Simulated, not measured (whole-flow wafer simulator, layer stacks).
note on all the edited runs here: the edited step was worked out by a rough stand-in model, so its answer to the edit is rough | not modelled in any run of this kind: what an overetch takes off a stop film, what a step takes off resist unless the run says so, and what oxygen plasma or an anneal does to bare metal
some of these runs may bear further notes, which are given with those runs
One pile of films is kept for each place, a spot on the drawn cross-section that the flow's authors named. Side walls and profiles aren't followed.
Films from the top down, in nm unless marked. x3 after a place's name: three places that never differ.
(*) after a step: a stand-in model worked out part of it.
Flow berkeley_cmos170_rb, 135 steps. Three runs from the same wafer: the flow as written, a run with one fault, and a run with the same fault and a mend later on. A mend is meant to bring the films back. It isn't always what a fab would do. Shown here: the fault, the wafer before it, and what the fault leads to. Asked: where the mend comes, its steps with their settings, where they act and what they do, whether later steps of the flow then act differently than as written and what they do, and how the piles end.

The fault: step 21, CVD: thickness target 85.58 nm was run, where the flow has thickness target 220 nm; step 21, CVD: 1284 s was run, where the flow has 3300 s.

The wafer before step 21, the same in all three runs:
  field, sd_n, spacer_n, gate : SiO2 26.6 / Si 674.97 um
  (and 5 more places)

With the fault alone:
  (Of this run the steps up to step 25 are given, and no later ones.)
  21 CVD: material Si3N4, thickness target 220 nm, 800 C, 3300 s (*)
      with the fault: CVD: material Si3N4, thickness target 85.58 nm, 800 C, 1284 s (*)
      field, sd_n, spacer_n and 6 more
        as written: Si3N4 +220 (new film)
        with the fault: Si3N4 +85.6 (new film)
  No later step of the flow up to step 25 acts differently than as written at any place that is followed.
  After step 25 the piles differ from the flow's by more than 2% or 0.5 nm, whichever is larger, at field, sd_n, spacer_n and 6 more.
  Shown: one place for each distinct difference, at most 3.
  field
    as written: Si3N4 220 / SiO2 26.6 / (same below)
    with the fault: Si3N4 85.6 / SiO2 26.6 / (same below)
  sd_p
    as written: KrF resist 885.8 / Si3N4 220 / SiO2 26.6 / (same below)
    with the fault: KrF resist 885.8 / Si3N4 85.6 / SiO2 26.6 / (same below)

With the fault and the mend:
  The mend comes after step 21.
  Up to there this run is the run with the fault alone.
  21a ETCH: chemistry h3po4, depth target 98.5 nm (the flow's step 16 once more, with other settings)
      field, sd_n, spacer_n and 6 more
        Si3N4 -85.6 (all of it)
  21b CLEAN (*) (the flow's step 18 once more)
      changes no film at any place that is followed
  21c CVD: material Si3N4, thickness target 220 nm, 800 C, 3300 s (*) (the flow's step 21 once more)
      field, sd_n, spacer_n and 6 more
        Si3N4 +220 (new film)
  No later step of the flow acts differently than as written at any place that is followed.
  At the end the piles are the same as the flow's at every place that both follow.
